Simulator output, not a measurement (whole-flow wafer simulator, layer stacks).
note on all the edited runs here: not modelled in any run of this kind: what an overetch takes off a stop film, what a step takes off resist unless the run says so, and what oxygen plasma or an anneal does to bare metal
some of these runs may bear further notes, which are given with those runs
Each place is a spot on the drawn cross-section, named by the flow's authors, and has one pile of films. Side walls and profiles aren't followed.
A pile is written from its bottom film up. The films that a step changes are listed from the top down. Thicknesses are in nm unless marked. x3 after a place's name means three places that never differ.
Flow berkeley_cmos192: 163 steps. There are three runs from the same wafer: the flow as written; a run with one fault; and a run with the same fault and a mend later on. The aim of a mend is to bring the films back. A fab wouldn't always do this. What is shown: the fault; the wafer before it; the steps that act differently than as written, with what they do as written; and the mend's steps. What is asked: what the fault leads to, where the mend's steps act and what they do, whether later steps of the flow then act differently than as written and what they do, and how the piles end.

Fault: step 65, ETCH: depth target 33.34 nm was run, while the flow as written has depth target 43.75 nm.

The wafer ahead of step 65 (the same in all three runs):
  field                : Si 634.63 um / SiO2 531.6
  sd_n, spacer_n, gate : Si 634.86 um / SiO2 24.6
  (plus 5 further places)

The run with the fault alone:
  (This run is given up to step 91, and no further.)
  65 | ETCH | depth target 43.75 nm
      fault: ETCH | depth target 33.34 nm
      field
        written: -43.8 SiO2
        fault: -33.3 SiO2
  None of the later steps of the flow up to step 91 differs from how it acts as written, at any place that is followed, by more than 2% or 0.5 nm, whichever is larger.
  Once step 91 is done, the piles at field depart from the flow's by more than 2% or 0.5 nm, whichever is larger.
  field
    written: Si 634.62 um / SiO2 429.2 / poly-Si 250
    fault: Si 634.62 um / SiO2 439.5 / poly-Si 250

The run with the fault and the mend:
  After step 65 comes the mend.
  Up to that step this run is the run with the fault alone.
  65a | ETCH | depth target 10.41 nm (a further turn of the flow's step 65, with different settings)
      field
        -10.4 SiO2
  None of the later steps of the flow differs from how it acts as written, at any place that is followed, by more than 2% or 0.5 nm, whichever is larger.
  The piles end the same as the flow's at every place that both follow.
